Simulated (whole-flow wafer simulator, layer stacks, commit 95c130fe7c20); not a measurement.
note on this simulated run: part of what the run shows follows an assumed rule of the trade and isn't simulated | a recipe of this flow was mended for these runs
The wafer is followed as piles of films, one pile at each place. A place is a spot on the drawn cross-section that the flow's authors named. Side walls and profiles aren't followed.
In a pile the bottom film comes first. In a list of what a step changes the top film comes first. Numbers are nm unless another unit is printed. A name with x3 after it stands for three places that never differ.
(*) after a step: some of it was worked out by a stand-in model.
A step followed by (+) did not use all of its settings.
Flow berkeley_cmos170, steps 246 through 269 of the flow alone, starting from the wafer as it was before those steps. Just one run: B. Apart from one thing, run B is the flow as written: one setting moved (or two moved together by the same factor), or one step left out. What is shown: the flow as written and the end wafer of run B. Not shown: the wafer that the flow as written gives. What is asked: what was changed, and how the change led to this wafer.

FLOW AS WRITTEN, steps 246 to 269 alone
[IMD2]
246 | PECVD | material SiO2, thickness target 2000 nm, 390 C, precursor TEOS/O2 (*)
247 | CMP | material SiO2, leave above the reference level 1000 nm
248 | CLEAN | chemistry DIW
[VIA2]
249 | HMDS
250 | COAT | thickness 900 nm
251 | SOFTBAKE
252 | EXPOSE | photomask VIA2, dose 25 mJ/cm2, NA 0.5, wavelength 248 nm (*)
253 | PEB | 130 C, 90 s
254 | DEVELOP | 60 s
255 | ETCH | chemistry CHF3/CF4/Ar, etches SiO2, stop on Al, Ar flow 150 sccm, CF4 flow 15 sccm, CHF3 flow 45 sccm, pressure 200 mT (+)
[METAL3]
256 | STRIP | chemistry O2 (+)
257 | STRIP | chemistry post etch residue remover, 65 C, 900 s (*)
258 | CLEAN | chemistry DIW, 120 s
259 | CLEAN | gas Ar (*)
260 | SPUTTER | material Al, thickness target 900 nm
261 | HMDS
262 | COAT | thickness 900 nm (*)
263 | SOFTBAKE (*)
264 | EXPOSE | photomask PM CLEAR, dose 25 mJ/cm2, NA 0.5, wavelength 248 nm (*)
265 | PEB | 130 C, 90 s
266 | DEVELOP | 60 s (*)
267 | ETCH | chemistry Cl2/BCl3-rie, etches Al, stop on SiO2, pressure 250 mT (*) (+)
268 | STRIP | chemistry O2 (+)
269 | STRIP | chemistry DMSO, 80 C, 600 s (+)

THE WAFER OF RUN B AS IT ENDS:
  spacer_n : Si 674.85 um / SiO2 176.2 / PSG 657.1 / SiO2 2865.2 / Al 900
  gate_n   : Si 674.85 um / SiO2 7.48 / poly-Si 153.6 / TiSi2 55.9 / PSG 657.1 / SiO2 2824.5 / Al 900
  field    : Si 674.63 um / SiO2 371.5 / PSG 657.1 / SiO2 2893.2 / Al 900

Cause: step 246, PECVD: thickness target 1475 nm was run, though the flow has thickness target 2000 nm.

Step by step, how the change led to this:
  246 | PECVD | material SiO2, thickness target 2000 nm, 390 C, precursor TEOS/O2 (*)
      field, mark, sd_n, spacer_n, gate_n, sd_p, spacer_p, gate_p: SiO2 gains 1475 (it would be, as written: SiO2 gains 2000)
      contact, m1, m2, via2: SiO2 gains 1475 (new film) (it would be, as written: SiO2 gains 2000 (new film))
      (and at 1 other place as well)
  247 | CMP | material SiO2, leave above the reference level 1000 nm
      field, sd_n, spacer_n, gate_n, sd_p, spacer_p, gate_p: nothing (it would be, as written: SiO2 loses 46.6)
      contact, m1, via1, m2, via2: SiO2 loses 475 (it would be, as written: SiO2 loses 1000)
  250 | COAT | thickness 900 nm
      sd_n: KrF-resist gains 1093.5 (new film) (it would be, as written: KrF-resist gains 900 (new film))
      gate_p: KrF-resist gains 919.1 (new film) (it would be, as written: KrF-resist gains 900 (new film))
      (and at 5 other places as well)
  253 | PEB | 130 C, 90 s
      sd_n: KrF-resist loses 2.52 (it would be, as written: KrF-resist loses 2)
      m2: KrF-resist loses 1.36 (it would be, as written: KrF-resist loses 2)
  254 | DEVELOP | 60 s
      via2: KrF-resist loses 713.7 (all of it) (it would be, as written: KrF-resist loses 898 (all of it))
  256 | STRIP | chemistry O2 (+)
      sd_n: KrF-resist loses 800.7 (all of it) (it would be, as written: KrF-resist loses 607.6 (all of it))
      sd_p: KrF-resist loses 621.9 (all of it) (it would be, as written: KrF-resist loses 607.6 (all of it))
      (and at 6 other places as well)
  262 | COAT | thickness 900 nm (*)
      sd_n: KrF-resist gains 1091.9 (new film) (it would be, as written: KrF-resist gains 899.3 (new film))
      contact: KrF-resist gains 715.1 (new film) (it would be, as written: KrF-resist gains 898.4 (new film))
      (and at 4 other places as well)
  265 | PEB | 130 C, 90 s
      sd_n: KrF-resist loses 2.52 (it would be, as written: KrF-resist loses 2)
      m2: KrF-resist loses 1.19 (it would be, as written: KrF-resist loses 1.8)
      (and at 1 other place as well)
  268 | STRIP | chemistry O2 (+)
      field: KrF-resist loses 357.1 (all of it) (it would be, as written: KrF-resist loses 349.7 (all of it))
      sd_n: KrF-resist loses 541.1 (all of it) (it would be, as written: KrF-resist loses 349 (all of it))
      (and at 10 other places as well)
